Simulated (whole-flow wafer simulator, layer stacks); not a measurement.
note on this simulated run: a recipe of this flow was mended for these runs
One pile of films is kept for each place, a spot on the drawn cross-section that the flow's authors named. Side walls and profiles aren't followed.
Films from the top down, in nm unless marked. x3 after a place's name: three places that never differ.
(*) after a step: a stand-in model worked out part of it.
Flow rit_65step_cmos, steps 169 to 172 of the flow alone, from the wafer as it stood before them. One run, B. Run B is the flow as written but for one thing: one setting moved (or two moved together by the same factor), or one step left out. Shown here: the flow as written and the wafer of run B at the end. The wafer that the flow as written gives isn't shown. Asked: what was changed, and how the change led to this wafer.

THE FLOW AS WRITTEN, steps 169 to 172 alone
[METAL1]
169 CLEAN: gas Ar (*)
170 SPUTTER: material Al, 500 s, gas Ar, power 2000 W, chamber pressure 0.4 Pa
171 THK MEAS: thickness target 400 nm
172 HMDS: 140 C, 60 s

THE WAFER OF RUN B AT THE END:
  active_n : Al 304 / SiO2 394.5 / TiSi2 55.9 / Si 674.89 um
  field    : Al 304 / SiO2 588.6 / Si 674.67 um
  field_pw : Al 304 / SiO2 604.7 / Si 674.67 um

The cause: step 170, SPUTTER: power 1520 W was run, where the flow has power 2000 W.

How the change led to this, step by step:
  170 SPUTTER: material Al, 500 s, gas Ar, power 2000 W, chamber pressure 0.4 Pa
      field, field_pw, field_nw and 10 more: Al +304 (new film) (as written it would be: Al +400 (new film))
      contact: Al +198 (new film) (as written it would be: Al +255.4 (new film))
